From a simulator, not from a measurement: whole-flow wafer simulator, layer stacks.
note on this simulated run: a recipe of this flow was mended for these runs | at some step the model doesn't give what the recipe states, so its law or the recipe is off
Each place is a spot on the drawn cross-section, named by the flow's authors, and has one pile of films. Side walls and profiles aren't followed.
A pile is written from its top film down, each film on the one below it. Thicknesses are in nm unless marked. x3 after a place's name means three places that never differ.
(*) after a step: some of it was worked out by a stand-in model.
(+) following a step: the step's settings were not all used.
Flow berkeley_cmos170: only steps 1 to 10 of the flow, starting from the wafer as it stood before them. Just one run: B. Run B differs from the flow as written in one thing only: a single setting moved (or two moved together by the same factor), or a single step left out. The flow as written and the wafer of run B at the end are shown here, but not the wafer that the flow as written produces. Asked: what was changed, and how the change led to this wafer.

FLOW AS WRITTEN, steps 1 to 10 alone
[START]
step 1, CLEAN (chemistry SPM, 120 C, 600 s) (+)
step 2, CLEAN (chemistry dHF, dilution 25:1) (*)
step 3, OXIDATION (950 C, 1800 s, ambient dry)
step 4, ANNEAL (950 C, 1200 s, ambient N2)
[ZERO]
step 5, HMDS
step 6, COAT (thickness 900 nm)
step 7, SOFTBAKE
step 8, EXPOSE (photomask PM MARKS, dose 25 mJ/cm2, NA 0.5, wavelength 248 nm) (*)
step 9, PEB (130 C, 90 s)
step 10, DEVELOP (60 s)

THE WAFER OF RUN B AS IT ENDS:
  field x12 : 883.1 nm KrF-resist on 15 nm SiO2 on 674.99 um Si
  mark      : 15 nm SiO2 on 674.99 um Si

Cause: step 3, OXIDATION: 919 C was run, whereas the flow has 950 C.

Step by step, how the change led to this:
  step 3, OXIDATION (950 C, 1800 s, ambient dry)
      field x12, mark: SiO2 gains 15 (new film), Si loses 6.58 (it would be, as written: SiO2 gains 20.4 (new film), Si loses 8.98)
